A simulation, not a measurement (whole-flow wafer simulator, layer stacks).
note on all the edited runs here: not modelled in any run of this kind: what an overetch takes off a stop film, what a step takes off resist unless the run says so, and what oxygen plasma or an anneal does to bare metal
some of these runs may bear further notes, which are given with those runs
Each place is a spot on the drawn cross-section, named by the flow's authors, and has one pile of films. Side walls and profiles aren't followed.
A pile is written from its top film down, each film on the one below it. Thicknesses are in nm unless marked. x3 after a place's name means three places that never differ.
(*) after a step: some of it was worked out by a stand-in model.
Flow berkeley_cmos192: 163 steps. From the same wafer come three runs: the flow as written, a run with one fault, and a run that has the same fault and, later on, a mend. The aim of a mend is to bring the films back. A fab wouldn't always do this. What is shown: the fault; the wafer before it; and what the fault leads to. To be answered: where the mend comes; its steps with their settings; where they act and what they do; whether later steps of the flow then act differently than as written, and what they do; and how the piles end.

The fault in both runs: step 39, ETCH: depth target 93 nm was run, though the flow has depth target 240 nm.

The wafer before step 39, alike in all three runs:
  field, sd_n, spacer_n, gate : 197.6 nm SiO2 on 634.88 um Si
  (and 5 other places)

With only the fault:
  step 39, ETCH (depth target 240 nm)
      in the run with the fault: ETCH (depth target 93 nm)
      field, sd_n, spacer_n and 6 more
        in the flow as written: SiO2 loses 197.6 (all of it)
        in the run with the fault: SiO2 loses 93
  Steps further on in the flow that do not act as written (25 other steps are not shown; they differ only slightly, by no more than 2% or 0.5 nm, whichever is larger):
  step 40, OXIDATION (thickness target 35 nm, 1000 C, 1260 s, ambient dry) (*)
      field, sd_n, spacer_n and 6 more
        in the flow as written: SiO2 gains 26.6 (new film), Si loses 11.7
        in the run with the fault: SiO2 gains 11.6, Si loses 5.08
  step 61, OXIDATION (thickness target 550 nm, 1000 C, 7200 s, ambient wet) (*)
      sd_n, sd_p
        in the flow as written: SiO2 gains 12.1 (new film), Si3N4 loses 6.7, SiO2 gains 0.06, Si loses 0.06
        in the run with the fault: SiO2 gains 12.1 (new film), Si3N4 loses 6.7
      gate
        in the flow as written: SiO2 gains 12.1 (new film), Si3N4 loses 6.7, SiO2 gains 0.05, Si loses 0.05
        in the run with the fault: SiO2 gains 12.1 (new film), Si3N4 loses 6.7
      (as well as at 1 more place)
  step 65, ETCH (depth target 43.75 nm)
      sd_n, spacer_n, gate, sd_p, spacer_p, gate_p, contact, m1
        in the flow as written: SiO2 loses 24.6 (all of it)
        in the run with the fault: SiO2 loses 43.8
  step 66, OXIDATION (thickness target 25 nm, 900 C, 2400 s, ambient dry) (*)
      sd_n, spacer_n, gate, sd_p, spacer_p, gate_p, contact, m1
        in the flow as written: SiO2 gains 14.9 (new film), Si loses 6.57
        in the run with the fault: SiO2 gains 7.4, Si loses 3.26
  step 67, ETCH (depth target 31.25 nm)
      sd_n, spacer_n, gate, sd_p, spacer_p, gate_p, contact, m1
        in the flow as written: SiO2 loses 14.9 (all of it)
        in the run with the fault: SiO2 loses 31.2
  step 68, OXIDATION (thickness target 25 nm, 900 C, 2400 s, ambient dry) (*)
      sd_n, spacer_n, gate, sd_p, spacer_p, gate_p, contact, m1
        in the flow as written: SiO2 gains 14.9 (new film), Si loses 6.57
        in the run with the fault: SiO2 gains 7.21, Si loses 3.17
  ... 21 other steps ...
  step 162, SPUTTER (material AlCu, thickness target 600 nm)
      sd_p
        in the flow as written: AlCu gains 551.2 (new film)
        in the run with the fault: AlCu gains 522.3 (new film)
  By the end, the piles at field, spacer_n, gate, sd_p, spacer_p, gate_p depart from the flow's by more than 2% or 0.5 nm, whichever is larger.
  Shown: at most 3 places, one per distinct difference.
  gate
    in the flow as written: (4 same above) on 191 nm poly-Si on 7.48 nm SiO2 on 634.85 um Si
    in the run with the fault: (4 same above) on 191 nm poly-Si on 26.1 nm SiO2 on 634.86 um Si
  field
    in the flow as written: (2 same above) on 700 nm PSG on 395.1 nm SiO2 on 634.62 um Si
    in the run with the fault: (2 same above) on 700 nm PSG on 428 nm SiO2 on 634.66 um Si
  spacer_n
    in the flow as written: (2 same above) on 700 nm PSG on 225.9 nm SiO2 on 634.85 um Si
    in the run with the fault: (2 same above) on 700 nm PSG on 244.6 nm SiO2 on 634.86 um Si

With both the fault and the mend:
  After step 39 comes the mend.
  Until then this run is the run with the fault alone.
  step 39a, ETCH (depth target 147 nm) (a further turn of the flow's step 39, with different settings)
      field, sd_n, spacer_n and 6 more
        SiO2 loses 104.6 (all of it)
  Later steps of the flow that are run all act as written at every place that is followed.
  The piles end the same as the flow's at every place that both follow.
